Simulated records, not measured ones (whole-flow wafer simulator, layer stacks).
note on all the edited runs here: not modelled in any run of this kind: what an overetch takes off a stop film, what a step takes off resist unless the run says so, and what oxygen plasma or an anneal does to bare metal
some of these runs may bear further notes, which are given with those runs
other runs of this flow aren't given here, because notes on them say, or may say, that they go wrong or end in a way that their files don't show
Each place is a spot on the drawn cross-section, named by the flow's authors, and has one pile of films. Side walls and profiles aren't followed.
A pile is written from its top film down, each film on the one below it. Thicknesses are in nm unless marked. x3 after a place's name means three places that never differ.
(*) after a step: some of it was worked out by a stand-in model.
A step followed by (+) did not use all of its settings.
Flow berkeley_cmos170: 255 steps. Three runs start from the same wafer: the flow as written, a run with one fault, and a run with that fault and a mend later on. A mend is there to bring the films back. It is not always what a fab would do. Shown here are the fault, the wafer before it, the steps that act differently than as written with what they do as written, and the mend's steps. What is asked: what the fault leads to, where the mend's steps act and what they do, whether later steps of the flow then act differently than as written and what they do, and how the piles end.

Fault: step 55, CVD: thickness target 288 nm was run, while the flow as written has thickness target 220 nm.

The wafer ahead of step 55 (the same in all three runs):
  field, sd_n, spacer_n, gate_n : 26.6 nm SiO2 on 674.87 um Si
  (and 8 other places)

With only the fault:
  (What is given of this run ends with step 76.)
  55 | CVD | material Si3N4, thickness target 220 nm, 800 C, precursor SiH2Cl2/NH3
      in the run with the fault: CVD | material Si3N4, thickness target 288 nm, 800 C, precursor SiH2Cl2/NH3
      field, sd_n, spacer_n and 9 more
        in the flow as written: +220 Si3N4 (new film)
        in the run with the fault: +288 Si3N4 (new film)
  Steps further on in the flow that do not act as written (3 other steps are not shown; they differ only slightly, by no more than 2% or 0.5 nm, whichever is larger):
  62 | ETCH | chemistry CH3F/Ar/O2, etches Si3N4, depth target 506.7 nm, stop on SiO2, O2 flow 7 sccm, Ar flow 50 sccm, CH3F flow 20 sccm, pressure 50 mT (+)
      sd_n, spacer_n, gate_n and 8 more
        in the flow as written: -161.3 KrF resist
        in the run with the fault: -206.7 KrF resist
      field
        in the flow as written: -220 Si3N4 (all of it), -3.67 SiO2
        in the run with the fault: -288 Si3N4 (all of it), -3.67 SiO2
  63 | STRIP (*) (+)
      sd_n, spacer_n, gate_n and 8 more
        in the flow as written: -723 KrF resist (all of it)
        in the run with the fault: -677.7 KrF resist (all of it)
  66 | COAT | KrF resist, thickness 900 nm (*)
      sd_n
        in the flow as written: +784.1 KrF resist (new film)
        in the run with the fault: +751.2 KrF resist (new film)
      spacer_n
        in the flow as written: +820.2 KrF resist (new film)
        in the run with the fault: +797.4 KrF resist (new film)
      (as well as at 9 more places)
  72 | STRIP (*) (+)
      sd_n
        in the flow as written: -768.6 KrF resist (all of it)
        in the run with the fault: -735.8 KrF resist (all of it)
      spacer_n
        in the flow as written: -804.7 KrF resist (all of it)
        in the run with the fault: -782 KrF resist (all of it)
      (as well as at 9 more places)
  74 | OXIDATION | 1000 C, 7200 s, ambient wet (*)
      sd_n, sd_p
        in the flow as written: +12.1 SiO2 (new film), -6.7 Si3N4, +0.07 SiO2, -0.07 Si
        in the run with the fault: +12.1 SiO2 (new film), -6.7 Si3N4
  After step 76, at sd_n, spacer_n, gate_n and 8 more, the piles differ from the flow's by more than 2% or 0.5 nm, whichever is larger.
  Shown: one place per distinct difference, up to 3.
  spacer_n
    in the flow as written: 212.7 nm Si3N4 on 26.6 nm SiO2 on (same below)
    in the run with the fault: 280.8 nm Si3N4 on 26.6 nm SiO2 on (same below)
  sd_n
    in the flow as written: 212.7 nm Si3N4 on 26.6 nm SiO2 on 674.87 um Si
    in the run with the fault: 280.8 nm Si3N4 on 26.6 nm SiO2 on 674.87 um Si

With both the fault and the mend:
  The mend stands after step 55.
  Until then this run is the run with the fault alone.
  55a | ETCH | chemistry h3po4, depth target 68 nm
      field, sd_n, spacer_n and 9 more
        -68 Si3N4
  Later steps of the flow that are run all act as written at every place that is followed.
  The piles end the same as the flow's at every place that both follow.
